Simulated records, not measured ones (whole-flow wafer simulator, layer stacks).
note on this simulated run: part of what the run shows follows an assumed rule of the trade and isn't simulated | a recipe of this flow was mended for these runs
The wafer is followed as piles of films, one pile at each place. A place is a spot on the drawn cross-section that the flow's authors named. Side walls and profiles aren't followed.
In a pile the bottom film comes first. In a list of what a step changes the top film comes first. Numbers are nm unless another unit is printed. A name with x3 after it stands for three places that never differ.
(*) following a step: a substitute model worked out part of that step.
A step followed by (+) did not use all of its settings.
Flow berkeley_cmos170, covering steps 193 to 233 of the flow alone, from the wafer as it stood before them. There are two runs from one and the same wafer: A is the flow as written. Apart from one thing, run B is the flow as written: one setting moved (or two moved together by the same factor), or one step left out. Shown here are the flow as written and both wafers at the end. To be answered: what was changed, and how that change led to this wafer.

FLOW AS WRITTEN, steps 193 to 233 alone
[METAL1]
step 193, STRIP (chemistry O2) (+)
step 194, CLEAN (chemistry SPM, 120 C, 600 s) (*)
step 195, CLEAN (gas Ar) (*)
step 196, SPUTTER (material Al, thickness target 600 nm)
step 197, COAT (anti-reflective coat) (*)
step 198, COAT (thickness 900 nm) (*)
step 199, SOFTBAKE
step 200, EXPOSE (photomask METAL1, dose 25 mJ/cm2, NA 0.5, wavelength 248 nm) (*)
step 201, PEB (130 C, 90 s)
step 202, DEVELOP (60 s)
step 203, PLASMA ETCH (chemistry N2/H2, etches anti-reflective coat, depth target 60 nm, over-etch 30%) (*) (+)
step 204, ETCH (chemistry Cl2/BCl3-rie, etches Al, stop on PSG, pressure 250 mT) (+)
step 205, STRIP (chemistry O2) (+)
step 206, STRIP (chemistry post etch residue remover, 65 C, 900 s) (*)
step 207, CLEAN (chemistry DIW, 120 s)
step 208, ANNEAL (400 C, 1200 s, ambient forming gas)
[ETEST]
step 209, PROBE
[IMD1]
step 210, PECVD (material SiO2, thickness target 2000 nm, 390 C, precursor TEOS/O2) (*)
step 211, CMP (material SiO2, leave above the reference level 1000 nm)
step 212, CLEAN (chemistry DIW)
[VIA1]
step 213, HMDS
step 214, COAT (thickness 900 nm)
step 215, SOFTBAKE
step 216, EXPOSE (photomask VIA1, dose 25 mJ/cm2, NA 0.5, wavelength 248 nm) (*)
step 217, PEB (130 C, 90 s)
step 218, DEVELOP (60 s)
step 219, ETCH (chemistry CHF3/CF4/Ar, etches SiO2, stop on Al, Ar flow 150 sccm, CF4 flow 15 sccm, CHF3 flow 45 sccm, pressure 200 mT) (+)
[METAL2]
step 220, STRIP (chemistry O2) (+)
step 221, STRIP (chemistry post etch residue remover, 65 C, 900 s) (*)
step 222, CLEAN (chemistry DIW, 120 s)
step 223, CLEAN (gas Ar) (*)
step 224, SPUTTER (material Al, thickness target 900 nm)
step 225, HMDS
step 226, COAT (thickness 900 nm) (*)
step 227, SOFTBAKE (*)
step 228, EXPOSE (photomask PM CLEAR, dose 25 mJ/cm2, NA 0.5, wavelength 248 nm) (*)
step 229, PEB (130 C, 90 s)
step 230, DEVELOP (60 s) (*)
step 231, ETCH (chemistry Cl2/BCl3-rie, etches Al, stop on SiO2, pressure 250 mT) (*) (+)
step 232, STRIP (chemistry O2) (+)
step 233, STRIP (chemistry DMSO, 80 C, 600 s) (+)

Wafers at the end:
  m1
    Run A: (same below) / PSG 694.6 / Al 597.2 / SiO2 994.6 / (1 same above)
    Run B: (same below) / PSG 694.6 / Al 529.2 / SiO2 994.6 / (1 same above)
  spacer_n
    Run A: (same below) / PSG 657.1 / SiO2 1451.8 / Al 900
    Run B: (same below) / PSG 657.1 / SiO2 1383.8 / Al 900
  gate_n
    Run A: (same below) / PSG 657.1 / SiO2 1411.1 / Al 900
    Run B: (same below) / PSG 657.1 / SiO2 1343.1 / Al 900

What caused this: step 196, SPUTTER: thickness target 532 nm was run, though the flow has thickness target 600 nm.

How this came from the change, step by step:
  step 196, SPUTTER (material Al, thickness target 600 nm)
      field, mark, sd_n and 8 more: A Al gains 600 (new film) | B Al gains 532 (new film)
      sd_p: A Al gains 575.5 (new film) | B Al gains 508.1 (new film)
      (also at 1 further place)
  step 197, COAT (anti-reflective coat) (*)
      sd_n: A anti-reflective coat gains 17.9 (new film) | B anti-reflective coat gains 15.9 (new film)
      contact: A anti-reflective coat gains 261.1 (new film) | B anti-reflective coat gains 252.4 (new film)
  step 203, PLASMA ETCH (chemistry N2/H2, etches anti-reflective coat, depth target 60 nm, over-etch 30%) (*) (+)
      sd_n: A anti-reflective coat loses 17.9 (all of it) | B anti-reflective coat loses 15.9 (all of it)
  step 204, ETCH (chemistry Cl2/BCl3-rie, etches Al, stop on PSG, pressure 250 mT) (+)
      field, mark, sd_n, spacer_n, gate_n, spacer_p, gate_p: A Al loses 600 (all of it), PSG loses 37.5 | B Al loses 532 (all of it), PSG loses 37.5
      contact, m1, via1, m2, via2: A KrF-resist loses 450 | B KrF-resist loses 416
      (also at 1 further place)
  step 205, STRIP (chemistry O2) (+)
      contact: A KrF-resist loses 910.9 (all of it), anti-reflective coat loses 261.1 (all of it) | B KrF-resist loses 930.3 (all of it), anti-reflective coat loses 252.4 (all of it)
      m1: A KrF-resist loses 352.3 (all of it), anti-reflective coat loses 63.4 (all of it) | B KrF-resist loses 386.3 (all of it), anti-reflective coat loses 63.3 (all of it)
      (also at 3 further places)
  step 211, CMP (material SiO2, leave above the reference level 1000 nm)
      spacer_n, spacer_p: A SiO2 loses 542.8 | B SiO2 loses 610.8
      gate_n, gate_p: A SiO2 loses 583.6 | B SiO2 loses 651.6
      (also at 5 further places)
